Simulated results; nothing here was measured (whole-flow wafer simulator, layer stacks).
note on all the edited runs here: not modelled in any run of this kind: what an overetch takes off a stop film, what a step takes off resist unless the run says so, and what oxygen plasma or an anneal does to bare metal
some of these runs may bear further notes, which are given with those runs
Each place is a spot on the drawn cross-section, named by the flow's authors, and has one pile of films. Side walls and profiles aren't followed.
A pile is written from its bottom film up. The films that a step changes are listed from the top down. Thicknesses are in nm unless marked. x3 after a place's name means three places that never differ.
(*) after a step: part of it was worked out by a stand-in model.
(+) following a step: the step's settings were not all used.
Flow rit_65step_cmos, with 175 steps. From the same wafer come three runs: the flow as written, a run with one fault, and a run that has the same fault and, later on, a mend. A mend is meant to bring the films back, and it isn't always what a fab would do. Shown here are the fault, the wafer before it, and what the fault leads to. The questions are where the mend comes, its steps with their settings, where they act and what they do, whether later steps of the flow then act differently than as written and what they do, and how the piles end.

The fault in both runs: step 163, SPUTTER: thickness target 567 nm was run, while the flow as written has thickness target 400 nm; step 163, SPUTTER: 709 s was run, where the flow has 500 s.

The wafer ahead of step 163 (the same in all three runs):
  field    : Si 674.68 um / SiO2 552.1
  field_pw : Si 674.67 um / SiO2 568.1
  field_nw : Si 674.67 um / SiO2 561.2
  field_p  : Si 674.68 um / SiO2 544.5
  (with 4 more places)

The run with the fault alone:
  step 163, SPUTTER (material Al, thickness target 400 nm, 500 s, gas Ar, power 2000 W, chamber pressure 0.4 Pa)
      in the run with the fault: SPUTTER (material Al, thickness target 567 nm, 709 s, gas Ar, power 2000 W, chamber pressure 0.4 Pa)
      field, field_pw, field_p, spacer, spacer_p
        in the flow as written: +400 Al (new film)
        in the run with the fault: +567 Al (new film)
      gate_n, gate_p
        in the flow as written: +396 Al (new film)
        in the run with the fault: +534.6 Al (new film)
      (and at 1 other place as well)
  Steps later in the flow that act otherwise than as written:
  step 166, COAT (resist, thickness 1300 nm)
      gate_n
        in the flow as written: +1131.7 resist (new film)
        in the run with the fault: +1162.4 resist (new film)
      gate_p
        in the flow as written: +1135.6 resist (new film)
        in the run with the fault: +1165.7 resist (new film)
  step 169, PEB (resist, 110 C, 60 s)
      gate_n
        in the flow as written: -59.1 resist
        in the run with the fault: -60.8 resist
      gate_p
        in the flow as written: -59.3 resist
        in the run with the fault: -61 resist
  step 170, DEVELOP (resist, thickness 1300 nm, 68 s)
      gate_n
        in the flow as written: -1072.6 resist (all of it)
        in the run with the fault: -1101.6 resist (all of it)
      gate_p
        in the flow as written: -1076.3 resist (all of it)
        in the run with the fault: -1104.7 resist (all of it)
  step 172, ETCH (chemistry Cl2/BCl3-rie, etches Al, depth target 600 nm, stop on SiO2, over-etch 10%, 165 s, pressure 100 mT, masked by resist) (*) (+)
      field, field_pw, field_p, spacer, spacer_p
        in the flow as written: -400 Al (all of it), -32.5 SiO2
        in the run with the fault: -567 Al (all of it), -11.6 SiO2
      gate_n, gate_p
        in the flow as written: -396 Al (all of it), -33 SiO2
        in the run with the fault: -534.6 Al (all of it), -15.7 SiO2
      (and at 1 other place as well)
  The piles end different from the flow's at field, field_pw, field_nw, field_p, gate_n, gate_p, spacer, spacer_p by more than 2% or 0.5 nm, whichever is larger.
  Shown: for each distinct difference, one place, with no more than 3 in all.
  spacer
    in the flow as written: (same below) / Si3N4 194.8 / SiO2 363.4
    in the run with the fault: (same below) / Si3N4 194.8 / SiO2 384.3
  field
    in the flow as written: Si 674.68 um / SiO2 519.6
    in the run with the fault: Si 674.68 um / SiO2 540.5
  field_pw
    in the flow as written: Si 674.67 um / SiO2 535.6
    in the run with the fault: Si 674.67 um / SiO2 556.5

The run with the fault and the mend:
  The mend follows step 164.
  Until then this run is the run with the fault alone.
  step 164a, ETCH (chemistry al pan, depth target 647.1 nm)
      field, field_pw, field_nw, field_p, spacer, spacer_p
        -567 Al (all of it)
      gate_n, gate_p
        -534.6 Al (all of it)
  step 164b, SPUTTER (material Al, thickness target 400 nm, 500 s, gas Ar, power 2000 W, chamber pressure 0.4 Pa) (a further turn of the flow's step 163)
      field, field_pw, field_p, spacer, spacer_p
        +400 Al (new film)
      gate_n, gate_p
        +396 Al (new film)
      field_nw
        +397.2 Al (new film)
  Later steps of the flow that are run all act as written at every place that is followed.
  By the end, the piles equal the flow's at every place that both follow.
